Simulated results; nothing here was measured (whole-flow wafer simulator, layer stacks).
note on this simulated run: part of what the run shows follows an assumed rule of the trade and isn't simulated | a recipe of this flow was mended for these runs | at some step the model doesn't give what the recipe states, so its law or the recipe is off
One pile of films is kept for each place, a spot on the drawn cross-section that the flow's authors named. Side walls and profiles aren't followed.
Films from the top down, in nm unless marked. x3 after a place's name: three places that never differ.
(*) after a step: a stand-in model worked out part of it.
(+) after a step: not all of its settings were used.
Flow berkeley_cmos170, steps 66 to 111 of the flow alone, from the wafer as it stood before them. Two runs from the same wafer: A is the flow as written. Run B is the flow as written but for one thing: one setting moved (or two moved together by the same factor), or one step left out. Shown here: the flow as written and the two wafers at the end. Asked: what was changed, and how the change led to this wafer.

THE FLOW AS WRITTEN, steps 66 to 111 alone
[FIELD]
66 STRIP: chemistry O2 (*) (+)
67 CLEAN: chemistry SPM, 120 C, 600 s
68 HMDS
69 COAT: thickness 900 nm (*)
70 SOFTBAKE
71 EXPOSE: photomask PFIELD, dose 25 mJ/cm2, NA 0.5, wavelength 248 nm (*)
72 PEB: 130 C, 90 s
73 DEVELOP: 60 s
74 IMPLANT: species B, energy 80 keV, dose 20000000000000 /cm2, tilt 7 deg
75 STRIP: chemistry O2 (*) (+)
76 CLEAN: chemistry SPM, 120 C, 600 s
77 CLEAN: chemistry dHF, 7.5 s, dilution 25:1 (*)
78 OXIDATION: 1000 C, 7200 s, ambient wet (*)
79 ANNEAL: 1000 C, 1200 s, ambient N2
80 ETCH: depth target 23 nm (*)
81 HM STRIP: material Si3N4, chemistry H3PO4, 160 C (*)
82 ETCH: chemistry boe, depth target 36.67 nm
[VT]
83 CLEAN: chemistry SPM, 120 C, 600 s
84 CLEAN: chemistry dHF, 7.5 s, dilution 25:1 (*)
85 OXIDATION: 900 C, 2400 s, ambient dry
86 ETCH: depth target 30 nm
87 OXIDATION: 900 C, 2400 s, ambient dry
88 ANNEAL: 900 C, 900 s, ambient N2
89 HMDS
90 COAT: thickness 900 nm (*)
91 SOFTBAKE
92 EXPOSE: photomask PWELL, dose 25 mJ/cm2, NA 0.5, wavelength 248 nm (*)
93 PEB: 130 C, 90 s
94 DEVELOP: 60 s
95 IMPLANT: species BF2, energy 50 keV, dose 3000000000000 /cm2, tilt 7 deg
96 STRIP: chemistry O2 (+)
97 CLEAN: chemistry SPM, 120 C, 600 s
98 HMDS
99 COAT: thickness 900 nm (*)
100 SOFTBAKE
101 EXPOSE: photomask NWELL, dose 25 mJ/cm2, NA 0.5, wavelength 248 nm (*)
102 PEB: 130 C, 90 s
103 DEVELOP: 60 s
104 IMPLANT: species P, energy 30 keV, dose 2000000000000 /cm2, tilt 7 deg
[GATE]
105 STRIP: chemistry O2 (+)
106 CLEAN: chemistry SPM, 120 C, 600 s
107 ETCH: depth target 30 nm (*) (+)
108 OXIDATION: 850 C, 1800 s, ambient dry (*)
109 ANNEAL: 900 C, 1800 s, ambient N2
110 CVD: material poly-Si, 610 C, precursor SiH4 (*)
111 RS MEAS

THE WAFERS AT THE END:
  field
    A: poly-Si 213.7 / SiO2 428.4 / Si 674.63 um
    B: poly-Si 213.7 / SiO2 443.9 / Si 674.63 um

The cause: step 81, HM STRIP: 133 C was run, where the flow has 160 C.

How the change led to this, step by step:
  81 HM STRIP: material Si3N4, chemistry H3PO4, 160 C (*)
      sd_n, sd_p: A Si3N4 -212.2 (all of it), SiO2 -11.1 | B Si3N4 -212.2 (all of it)
      mark, spacer_n, gate_n and 7 more: A Si3N4 -212.2 (all of it), SiO2 -11.1 | B Si3N4 -212.2 (all of it), SiO2 -0.03
      (and at 1 more place)
  82 ETCH: chemistry boe, depth target 36.67 nm
      mark, spacer_n, gate_n and 7 more: A SiO2 -15.5 (all of it) | B SiO2 -26.5 (all of it)
      sd_n, sd_p: A SiO2 -15.5 (all of it) | B SiO2 -26.6 (all of it)
